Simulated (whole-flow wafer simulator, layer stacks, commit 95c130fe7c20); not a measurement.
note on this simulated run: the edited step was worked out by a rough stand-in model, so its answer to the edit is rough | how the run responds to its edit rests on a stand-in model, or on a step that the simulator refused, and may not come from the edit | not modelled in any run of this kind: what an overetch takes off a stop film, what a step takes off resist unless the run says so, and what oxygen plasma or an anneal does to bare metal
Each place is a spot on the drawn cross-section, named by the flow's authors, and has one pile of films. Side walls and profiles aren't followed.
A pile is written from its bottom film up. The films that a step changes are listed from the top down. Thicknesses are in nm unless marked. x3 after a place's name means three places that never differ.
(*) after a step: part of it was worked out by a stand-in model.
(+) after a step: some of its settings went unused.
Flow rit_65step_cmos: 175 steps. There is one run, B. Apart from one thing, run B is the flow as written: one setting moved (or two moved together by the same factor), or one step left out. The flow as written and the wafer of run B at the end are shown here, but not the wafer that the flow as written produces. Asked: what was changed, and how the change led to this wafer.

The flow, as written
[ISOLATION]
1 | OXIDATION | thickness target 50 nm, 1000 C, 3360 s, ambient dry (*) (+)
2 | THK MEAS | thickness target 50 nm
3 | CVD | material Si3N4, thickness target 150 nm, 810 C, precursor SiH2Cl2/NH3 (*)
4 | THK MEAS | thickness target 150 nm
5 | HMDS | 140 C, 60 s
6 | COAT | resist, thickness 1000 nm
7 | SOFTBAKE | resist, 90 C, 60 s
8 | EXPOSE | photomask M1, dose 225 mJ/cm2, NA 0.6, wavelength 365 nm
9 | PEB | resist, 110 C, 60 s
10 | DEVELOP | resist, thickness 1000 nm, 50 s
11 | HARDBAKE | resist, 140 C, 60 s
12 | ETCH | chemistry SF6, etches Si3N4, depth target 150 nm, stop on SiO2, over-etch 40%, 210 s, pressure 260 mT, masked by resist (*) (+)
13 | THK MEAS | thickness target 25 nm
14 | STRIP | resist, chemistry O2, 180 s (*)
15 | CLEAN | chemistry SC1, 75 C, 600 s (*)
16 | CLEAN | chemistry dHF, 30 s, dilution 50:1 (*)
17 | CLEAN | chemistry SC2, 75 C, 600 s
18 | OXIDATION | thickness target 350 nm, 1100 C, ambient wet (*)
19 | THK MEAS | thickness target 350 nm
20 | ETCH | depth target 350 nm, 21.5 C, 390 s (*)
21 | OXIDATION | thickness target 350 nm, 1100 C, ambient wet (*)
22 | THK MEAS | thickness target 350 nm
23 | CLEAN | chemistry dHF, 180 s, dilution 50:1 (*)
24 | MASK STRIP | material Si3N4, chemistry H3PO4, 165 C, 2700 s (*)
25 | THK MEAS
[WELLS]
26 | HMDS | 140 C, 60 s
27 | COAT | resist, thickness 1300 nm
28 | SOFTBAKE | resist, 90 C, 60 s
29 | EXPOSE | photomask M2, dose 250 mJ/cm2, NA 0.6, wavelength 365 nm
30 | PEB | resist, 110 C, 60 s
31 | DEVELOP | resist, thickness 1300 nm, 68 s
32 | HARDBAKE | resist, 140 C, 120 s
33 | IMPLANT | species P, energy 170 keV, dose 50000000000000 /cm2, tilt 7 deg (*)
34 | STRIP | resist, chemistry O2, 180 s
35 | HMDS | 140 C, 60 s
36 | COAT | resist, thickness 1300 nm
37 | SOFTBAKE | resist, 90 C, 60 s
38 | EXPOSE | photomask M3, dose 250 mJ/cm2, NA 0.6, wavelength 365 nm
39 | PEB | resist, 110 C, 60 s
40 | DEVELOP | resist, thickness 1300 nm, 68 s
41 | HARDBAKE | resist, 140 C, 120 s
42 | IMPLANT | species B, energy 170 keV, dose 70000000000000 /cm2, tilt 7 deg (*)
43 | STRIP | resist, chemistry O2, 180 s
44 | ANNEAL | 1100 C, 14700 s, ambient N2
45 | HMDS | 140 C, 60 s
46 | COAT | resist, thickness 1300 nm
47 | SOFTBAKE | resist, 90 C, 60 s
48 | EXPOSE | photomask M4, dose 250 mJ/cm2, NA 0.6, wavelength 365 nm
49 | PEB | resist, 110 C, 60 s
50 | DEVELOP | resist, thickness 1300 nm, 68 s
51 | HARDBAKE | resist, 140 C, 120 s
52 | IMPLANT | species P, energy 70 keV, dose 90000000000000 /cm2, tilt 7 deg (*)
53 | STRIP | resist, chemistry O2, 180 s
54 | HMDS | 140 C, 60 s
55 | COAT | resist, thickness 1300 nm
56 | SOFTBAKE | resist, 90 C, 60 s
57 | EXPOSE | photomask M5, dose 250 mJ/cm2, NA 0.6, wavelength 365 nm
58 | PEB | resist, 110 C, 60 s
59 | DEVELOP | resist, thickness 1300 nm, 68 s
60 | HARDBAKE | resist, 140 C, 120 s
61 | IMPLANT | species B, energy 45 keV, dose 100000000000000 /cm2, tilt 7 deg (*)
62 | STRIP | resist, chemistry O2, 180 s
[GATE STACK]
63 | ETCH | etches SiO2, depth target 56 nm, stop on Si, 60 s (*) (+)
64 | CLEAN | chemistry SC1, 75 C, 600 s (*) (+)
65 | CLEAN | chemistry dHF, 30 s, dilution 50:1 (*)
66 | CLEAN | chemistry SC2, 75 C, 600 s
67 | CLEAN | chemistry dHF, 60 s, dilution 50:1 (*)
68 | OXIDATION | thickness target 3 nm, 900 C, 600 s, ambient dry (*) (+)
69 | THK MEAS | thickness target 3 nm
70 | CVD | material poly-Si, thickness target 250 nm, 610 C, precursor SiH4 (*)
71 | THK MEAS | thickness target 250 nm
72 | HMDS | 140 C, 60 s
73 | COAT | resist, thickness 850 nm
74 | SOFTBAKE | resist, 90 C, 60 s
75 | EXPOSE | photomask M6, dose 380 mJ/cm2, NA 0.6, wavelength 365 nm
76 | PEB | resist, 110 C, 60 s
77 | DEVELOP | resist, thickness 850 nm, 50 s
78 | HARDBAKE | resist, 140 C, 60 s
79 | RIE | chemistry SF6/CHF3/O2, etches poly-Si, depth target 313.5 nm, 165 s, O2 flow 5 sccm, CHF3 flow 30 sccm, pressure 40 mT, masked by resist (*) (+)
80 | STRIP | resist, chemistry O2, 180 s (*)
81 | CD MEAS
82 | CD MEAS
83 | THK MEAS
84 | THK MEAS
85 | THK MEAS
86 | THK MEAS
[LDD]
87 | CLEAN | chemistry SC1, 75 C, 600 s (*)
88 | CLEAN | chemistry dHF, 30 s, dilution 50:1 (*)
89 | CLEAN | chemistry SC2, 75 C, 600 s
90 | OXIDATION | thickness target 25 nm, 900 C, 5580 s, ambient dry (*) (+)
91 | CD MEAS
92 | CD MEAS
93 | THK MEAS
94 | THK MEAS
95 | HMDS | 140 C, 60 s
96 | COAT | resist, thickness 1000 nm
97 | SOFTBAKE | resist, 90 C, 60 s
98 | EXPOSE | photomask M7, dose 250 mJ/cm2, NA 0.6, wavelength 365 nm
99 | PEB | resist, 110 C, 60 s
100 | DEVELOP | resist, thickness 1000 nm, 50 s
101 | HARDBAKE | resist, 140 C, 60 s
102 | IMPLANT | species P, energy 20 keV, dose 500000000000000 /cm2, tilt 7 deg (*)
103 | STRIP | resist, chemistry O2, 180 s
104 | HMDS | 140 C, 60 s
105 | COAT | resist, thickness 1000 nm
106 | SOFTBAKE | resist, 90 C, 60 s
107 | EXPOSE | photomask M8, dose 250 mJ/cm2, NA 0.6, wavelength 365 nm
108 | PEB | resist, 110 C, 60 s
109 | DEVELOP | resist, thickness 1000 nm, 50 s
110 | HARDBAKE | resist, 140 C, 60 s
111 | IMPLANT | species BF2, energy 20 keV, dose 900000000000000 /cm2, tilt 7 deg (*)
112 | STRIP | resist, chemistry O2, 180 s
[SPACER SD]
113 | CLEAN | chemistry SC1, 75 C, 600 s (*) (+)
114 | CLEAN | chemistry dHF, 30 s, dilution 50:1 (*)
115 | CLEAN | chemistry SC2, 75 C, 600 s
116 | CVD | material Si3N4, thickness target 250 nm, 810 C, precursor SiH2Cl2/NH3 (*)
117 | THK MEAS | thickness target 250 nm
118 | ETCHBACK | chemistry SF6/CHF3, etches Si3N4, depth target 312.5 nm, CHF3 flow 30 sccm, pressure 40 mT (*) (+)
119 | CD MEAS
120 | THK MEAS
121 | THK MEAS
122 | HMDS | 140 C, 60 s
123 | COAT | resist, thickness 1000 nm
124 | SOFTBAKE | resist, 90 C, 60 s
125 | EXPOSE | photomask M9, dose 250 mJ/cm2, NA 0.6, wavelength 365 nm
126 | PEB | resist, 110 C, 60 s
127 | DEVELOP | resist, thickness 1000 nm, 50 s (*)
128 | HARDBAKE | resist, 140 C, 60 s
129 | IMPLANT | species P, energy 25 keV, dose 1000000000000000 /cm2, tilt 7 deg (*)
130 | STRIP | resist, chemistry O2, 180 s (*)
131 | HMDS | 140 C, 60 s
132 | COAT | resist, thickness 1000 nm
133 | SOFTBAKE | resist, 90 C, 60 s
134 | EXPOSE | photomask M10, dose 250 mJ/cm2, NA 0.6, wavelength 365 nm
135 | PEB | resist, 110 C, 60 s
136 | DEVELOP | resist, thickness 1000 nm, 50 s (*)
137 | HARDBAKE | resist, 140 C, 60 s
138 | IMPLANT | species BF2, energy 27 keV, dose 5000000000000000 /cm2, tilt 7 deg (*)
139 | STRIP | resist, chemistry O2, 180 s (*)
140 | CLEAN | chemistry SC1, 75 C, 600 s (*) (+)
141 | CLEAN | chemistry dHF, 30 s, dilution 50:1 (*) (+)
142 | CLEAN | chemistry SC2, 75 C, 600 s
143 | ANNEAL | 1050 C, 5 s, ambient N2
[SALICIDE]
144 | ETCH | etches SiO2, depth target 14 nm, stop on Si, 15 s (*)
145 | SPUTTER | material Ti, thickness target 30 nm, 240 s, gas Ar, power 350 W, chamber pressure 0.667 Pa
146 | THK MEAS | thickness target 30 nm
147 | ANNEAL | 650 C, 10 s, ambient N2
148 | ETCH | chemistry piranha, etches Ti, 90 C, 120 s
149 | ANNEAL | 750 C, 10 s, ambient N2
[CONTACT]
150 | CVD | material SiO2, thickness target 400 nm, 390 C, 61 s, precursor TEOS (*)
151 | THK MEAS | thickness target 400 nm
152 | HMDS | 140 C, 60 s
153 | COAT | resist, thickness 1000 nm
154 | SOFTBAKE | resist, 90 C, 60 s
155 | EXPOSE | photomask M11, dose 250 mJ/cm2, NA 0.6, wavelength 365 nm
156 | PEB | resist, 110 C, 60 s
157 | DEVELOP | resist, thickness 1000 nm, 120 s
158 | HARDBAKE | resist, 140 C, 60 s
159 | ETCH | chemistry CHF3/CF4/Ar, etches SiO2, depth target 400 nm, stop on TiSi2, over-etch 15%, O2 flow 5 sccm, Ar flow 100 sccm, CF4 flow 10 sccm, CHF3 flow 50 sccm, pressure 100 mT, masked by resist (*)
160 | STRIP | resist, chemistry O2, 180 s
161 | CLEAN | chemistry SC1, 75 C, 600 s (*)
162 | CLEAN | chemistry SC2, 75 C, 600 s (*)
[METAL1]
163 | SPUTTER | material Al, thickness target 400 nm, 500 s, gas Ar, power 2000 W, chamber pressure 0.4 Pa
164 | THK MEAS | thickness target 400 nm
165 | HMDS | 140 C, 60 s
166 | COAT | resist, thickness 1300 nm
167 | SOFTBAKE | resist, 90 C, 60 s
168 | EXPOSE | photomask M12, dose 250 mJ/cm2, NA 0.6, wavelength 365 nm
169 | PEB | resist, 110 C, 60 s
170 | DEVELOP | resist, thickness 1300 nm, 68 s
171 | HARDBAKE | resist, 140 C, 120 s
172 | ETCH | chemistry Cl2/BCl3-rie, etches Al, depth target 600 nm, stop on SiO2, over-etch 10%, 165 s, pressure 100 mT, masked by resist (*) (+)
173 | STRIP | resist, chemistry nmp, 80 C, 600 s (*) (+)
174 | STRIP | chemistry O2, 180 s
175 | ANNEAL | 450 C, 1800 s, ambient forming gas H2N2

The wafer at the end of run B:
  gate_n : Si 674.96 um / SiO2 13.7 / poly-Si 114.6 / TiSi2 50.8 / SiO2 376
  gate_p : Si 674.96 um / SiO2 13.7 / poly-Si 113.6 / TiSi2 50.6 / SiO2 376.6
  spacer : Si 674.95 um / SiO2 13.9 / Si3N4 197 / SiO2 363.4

The reason: step 68, OXIDATION: 968 C was run, while the flow as written has 900 C.

The path from the change to this, step by step:
  68 | OXIDATION | thickness target 3 nm, 900 C, 600 s, ambient dry (*) (+)
      active_n, active_p, gate_n and 7 more: SiO2 gains 13.7 (new film), Si loses 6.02 (in the flow as written it would be: SiO2 gains 7.17 (new film), Si loses 3.16)
  79 | RIE | chemistry SF6/CHF3/O2, etches poly-Si, depth target 313.5 nm, 165 s, O2 flow 5 sccm, CHF3 flow 30 sccm, pressure 40 mT, masked by resist (*) (+)
      active_n, active_p, spacer, spacer_p, sd_n, sd_p, contact, m1: poly-Si loses 250 (all of it), SiO2 loses 10.9 (in the flow as written it would be: poly-Si loses 250 (all of it), SiO2 loses 7.17 (all of it))
  80 | STRIP | resist, chemistry O2, 180 s (*)
      active_n, active_p, spacer, spacer_p, sd_n, sd_p, contact, m1: nothing (in the flow as written it would be: chemical SiO2 gains 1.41 (new film), Si loses 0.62)
  87 | CLEAN | chemistry SC1, 75 C, 600 s (*)
      active_n, active_p, spacer, spacer_p, sd_n, sd_p, contact, m1: SiO2 loses 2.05 (in the flow as written it would be: chemical SiO2 loses 0.81, Si loses 3.7)
  88 | CLEAN | chemistry dHF, 30 s, dilution 50:1 (*)
      active_n, active_p, spacer, spacer_p, sd_n, sd_p, contact, m1: SiO2 loses 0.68 (all of it) (in the flow as written it would be: chemical SiO2 loses 0.6 (all of it))
  118 | ETCHBACK | chemistry SF6/CHF3, etches Si3N4, depth target 312.5 nm, CHF3 flow 30 sccm, pressure 40 mT (*) (+)
      spacer, spacer_p: Si3N4 loses 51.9 (in the flow as written it would be: Si3N4 loses 54)
